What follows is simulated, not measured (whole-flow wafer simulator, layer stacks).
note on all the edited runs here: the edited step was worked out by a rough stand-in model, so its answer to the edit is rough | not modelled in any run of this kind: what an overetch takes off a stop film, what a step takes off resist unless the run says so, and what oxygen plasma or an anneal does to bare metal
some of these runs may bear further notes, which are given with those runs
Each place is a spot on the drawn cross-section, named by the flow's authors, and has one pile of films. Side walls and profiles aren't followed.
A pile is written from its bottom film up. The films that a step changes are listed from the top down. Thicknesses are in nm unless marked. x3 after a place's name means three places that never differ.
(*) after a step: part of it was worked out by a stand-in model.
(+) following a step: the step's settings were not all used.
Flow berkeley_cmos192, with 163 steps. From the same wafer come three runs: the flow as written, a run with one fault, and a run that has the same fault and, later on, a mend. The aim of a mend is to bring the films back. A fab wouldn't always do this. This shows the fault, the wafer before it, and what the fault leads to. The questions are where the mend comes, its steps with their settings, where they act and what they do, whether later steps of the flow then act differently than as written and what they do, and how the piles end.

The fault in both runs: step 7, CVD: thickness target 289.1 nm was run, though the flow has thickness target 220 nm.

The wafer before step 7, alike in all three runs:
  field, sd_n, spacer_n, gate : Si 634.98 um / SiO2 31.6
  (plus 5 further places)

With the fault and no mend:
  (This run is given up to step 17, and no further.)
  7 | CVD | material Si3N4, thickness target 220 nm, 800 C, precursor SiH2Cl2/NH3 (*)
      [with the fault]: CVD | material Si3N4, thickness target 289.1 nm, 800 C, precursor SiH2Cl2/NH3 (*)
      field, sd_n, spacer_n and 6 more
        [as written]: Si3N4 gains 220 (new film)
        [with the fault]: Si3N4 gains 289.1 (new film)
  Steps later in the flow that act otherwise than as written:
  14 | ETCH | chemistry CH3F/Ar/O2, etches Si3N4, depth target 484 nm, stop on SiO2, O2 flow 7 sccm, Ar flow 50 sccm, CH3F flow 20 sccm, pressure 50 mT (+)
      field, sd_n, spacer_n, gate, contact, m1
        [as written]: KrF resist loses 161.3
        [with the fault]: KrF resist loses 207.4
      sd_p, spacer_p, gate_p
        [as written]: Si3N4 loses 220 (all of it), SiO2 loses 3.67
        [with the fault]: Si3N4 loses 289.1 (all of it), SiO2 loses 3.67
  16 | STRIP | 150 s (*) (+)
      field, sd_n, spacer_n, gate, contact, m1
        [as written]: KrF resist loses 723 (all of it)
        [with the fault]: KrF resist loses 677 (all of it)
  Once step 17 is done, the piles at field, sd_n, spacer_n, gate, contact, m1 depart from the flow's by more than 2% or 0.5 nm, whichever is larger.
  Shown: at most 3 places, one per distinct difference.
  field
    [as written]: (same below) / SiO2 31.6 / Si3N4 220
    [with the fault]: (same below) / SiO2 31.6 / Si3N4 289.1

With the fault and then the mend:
  The mend stands after step 7.
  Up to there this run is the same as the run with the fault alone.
  7a | ETCH | chemistry h3po4, depth target 332.5 nm
      field, sd_n, spacer_n and 6 more
        Si3N4 loses 289.1 (all of it)
  7b | CLEAN | chemistry SC1/SC2 (a further turn of the flow's step 1)
      does not change any film at any place that is followed
  7c | CVD | material Si3N4, thickness target 220 nm, 800 C, precursor SiH2Cl2/NH3 (*) (a further turn of the flow's step 7)
      field, sd_n, spacer_n and 6 more
        Si3N4 gains 220 (new film)
  None of the later steps of the flow acts differently than as written at any place that is followed.
  At every place that both follow, the piles at the end match the flow's.
